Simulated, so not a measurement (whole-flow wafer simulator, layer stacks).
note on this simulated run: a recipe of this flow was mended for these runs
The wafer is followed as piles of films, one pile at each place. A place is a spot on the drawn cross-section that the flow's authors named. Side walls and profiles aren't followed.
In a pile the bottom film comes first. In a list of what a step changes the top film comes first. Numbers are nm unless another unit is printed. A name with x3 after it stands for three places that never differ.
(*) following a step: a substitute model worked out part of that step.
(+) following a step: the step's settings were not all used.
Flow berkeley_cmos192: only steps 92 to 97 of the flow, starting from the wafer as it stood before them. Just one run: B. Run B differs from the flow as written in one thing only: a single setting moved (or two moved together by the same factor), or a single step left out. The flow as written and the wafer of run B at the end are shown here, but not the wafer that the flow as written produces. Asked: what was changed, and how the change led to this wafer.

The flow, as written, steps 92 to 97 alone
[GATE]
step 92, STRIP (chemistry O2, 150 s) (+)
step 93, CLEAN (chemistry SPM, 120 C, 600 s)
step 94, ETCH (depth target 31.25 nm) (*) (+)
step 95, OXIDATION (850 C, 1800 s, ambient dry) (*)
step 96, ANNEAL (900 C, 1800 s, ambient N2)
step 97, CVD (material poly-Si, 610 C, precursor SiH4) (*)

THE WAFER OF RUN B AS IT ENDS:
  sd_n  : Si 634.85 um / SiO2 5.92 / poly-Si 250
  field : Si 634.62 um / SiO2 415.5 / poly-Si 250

The reason: step 95, OXIDATION: 827 C was run, while the flow as written has 850 C.

The path from the change to this, step by step:
  step 95, OXIDATION (850 C, 1800 s, ambient dry) (*)
      sd_n, spacer_n, gate, sd_p, spacer_p x2, contact, m1: +5.92 SiO2 (new film), -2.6 Si (it would be, as written: +7.48 SiO2 (new film), -3.29 Si)
